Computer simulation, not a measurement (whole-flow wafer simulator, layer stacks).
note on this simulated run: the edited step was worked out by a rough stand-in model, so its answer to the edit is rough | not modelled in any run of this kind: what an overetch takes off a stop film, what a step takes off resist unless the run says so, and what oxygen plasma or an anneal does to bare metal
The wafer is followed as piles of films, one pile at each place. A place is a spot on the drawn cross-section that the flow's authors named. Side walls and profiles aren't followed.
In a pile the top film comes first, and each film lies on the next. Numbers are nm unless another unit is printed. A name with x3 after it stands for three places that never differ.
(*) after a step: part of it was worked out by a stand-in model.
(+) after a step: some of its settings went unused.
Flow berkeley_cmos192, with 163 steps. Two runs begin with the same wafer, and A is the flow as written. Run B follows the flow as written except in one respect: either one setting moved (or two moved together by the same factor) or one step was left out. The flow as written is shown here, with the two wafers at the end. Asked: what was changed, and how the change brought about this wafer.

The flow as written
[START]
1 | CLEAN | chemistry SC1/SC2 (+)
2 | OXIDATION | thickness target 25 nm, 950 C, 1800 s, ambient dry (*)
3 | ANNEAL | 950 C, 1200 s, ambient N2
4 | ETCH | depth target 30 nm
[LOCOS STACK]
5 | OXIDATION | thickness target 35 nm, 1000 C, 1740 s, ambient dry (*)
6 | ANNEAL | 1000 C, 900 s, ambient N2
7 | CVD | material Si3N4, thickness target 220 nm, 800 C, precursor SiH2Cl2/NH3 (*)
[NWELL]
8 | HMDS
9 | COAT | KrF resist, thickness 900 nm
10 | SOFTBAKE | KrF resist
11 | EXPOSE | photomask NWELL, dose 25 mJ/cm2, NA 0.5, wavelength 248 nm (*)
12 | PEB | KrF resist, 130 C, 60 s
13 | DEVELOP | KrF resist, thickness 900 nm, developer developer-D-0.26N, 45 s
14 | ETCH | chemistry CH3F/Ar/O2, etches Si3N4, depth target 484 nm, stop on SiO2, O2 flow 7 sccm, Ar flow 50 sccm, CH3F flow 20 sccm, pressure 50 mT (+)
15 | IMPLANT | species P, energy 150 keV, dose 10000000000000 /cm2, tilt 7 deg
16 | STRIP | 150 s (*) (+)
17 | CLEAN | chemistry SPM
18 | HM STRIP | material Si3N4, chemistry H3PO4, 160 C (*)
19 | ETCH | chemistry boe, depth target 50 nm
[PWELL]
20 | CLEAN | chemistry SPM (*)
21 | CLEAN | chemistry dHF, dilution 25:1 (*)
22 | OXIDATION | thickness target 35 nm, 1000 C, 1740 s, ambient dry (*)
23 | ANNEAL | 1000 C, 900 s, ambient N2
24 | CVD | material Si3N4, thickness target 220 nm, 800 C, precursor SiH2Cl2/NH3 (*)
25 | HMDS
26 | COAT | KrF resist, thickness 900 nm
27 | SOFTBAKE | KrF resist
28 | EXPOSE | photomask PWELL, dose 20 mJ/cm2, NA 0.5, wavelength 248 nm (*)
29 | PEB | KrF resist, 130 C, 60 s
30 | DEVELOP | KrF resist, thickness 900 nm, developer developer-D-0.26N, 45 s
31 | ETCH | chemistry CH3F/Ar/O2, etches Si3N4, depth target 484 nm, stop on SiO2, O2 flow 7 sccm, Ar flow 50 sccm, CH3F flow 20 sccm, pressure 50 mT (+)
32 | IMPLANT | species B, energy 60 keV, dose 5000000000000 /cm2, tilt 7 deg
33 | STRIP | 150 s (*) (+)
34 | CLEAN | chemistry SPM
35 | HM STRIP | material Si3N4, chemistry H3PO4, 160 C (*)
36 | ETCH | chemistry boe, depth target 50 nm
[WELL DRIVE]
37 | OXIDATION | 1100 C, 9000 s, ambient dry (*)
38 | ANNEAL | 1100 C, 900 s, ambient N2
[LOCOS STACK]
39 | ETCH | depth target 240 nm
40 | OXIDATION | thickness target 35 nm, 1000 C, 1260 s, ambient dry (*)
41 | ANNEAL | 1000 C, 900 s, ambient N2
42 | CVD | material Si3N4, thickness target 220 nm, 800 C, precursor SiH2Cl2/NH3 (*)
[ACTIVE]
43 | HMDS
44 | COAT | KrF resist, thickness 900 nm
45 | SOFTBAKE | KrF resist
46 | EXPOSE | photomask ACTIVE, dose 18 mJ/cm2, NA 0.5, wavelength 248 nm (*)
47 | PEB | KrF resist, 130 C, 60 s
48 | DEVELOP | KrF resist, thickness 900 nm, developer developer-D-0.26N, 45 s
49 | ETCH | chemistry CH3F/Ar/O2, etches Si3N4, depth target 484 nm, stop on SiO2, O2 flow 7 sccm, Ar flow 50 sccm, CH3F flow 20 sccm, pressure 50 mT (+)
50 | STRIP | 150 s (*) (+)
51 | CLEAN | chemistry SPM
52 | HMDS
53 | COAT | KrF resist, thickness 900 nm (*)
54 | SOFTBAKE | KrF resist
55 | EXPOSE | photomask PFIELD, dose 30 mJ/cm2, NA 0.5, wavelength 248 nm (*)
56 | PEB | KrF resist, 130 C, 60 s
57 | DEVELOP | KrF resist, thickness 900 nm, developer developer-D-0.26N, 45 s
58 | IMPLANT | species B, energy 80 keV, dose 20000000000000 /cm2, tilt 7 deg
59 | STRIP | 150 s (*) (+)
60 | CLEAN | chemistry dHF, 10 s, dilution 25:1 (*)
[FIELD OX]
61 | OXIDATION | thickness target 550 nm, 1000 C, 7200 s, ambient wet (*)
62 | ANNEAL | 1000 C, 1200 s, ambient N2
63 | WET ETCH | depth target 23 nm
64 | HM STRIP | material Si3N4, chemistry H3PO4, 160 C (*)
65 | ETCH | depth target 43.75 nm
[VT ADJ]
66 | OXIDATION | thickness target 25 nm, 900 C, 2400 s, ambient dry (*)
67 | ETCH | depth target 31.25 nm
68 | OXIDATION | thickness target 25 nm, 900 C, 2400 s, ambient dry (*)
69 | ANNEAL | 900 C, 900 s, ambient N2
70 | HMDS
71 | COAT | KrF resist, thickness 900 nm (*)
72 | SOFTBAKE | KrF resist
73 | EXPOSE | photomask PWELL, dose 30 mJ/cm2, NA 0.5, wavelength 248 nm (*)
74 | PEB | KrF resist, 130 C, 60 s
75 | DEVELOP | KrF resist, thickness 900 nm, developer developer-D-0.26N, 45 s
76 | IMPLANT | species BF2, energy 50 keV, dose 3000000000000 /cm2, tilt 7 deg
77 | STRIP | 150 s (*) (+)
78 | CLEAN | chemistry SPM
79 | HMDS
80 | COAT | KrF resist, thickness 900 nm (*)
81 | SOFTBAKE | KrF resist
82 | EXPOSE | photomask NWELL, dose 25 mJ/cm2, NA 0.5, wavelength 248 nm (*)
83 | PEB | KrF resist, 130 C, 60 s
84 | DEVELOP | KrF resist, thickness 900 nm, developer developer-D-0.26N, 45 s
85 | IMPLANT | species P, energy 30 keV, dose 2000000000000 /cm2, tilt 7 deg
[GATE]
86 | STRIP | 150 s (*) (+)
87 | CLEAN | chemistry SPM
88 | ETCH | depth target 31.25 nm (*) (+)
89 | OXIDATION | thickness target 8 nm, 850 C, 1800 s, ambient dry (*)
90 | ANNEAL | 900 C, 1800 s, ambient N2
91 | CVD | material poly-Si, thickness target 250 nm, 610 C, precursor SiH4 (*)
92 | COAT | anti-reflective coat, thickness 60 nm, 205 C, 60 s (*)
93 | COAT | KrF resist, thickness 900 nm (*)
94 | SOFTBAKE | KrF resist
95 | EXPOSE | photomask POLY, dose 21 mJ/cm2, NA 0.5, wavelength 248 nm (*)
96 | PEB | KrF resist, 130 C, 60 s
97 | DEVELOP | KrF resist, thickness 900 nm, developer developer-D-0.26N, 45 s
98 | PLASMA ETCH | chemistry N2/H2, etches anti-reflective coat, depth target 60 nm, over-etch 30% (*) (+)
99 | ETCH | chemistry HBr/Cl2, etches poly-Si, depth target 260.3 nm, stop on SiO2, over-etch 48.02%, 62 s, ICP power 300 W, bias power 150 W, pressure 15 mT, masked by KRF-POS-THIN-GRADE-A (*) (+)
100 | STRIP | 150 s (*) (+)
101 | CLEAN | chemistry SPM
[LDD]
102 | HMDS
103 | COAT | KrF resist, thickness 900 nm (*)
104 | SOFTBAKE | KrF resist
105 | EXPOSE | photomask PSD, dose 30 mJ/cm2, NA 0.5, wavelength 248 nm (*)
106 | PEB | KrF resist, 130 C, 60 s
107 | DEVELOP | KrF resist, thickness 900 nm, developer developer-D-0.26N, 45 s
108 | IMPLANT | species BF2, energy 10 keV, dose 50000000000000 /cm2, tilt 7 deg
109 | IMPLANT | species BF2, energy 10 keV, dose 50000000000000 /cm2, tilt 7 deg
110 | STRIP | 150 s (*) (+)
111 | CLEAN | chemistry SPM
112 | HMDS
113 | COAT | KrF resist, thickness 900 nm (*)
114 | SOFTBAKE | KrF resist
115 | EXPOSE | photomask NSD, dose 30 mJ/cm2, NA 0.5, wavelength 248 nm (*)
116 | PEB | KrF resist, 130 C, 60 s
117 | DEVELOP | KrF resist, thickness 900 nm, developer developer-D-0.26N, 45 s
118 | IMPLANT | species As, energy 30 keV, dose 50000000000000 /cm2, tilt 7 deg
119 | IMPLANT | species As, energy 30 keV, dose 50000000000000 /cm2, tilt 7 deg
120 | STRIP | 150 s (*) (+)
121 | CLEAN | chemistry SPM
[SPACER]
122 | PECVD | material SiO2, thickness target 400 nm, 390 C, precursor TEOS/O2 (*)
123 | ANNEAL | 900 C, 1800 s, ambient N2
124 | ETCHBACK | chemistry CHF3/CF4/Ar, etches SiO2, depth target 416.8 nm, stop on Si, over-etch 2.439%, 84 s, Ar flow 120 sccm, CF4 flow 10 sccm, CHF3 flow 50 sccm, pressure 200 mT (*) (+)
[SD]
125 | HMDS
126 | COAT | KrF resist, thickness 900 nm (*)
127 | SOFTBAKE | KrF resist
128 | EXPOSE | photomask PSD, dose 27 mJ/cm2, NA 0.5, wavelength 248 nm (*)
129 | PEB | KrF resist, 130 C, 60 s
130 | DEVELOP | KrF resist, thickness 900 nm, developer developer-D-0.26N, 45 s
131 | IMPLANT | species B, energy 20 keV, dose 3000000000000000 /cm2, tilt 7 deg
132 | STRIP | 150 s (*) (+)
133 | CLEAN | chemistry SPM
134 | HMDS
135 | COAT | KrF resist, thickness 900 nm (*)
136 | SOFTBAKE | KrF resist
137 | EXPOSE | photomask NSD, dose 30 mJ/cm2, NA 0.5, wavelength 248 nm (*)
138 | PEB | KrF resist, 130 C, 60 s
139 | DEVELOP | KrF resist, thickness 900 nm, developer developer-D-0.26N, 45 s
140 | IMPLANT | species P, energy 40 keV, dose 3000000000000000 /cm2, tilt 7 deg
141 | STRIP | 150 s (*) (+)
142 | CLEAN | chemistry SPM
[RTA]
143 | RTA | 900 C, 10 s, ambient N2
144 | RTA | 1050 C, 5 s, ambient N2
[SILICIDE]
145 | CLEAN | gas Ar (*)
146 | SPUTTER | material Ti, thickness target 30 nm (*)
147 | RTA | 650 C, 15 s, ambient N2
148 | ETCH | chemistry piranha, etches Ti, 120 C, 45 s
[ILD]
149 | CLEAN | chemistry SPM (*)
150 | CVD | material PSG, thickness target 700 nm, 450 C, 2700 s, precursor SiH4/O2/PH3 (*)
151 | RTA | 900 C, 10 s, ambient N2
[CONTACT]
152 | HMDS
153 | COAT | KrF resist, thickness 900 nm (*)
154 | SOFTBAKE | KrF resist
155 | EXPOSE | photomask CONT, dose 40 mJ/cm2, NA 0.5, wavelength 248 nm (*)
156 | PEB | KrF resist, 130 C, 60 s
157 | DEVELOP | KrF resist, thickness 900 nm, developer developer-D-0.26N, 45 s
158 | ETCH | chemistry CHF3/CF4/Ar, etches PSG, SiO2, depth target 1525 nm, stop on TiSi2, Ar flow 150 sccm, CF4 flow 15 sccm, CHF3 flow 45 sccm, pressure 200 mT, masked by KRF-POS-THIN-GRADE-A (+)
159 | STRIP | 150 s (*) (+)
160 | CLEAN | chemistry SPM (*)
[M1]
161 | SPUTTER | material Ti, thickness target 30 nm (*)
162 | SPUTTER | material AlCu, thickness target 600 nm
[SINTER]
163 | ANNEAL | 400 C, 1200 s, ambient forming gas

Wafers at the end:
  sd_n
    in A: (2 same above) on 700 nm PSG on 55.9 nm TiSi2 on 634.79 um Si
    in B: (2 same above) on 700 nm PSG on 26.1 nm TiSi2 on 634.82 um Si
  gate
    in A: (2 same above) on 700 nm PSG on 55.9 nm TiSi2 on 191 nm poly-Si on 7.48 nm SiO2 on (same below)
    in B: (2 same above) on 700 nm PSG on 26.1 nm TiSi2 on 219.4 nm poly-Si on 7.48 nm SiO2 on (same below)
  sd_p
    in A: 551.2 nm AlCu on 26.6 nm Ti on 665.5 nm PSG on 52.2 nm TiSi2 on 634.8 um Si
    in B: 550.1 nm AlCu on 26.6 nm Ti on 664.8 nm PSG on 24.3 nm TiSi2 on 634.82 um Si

What caused this: step 146, SPUTTER: thickness target 14 nm was run, though the flow has thickness target 30 nm.

Step by step, how the change led to this:
  146 | SPUTTER | material Ti, thickness target 30 nm (*)
      field, sd_n, spacer_n, gate, spacer_p, gate_p, contact, m1: A +30 Ti (new film) | B +14 Ti (new film)
      sd_p: A +28 Ti (new film) | B +13.1 Ti (new film)
  147 | RTA | 650 C, 15 s, ambient N2
      sd_n, contact, m1: A -23.4 Ti, +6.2 TiSi first (new film), +50.3 TiSi2 C49 (new film), -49 Si | B -10.9 Ti, +27.8 TiSi2 C49 (new film), -24.8 Si
      gate, gate_p: A -23.4 Ti, +6.2 TiSi first (new film), +50.3 TiSi2 C49 (new film), -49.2 poly-Si | B -10.9 Ti, +27.8 TiSi2 C49 (new film), -24.9 poly-Si
      (also at 1 further place)
  148 | ETCH | chemistry piranha, etches Ti, 120 C, 45 s
      sd_n, gate, gate_p, contact, m1: A -6.6 Ti (all of it), -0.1 TiSi first | B -3.08 Ti (all of it), -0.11 TiSi2 C49
      sd_p: A -6.17 Ti (all of it), -0.1 TiSi first | B -2.88 Ti (all of it), -0.11 TiSi2 C49
      (also at 3 further places)
  151 | RTA | 900 C, 10 s, ambient N2
      sd_n, contact, m1: A under 1 film: +55.9 TiSi2 (new film), -6.09 TiSi first (all of it), -50.3 TiSi2 C49 (all of it), -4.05 Si | B under 1 film: +26.1 TiSi2 (new film), -27.7 TiSi2 C49 (all of it)
      gate, gate_p: A under 1 film: +55.9 TiSi2 (new film), -6.09 TiSi first (all of it), -50.3 TiSi2 C49 (all of it), -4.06 poly-Si | B under 1 film: +26.1 TiSi2 (new film), -27.7 TiSi2 C49 (all of it)
      (also at 1 further place)
